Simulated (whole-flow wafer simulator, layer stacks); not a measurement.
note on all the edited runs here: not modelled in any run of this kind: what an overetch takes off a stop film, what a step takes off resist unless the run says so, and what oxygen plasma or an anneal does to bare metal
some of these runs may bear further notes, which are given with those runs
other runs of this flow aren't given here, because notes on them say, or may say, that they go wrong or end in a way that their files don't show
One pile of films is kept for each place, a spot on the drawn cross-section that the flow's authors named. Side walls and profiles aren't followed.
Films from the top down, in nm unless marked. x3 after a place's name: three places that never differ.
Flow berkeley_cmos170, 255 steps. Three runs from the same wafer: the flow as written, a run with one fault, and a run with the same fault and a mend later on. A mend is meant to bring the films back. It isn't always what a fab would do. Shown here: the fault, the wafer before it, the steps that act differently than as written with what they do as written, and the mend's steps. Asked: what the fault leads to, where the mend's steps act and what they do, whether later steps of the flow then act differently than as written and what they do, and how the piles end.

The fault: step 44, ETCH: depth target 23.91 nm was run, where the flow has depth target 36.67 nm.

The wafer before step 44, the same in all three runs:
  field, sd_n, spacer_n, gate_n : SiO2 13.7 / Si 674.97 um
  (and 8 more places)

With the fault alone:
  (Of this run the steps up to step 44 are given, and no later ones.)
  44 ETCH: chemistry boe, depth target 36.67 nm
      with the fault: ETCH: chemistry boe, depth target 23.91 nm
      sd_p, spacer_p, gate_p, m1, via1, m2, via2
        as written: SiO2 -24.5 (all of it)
        with the fault: SiO2 -23.9
  After step 44 the piles differ from the flow's by more than 2% or 0.5 nm, whichever is larger, at sd_p, spacer_p, gate_p, m1, via1, m2, via2.
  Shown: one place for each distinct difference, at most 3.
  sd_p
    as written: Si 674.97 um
    with the fault: SiO2 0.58 / Si 674.97 um

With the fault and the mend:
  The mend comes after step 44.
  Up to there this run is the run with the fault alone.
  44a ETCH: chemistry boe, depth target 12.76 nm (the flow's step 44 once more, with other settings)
      sd_p, spacer_p, gate_p, m1, via1, m2, via2
        SiO2 -0.58 (all of it)
  No later step of the flow acts differently than as written at any place that is followed.
  At the end the piles are the same as the flow's at every place that both follow.
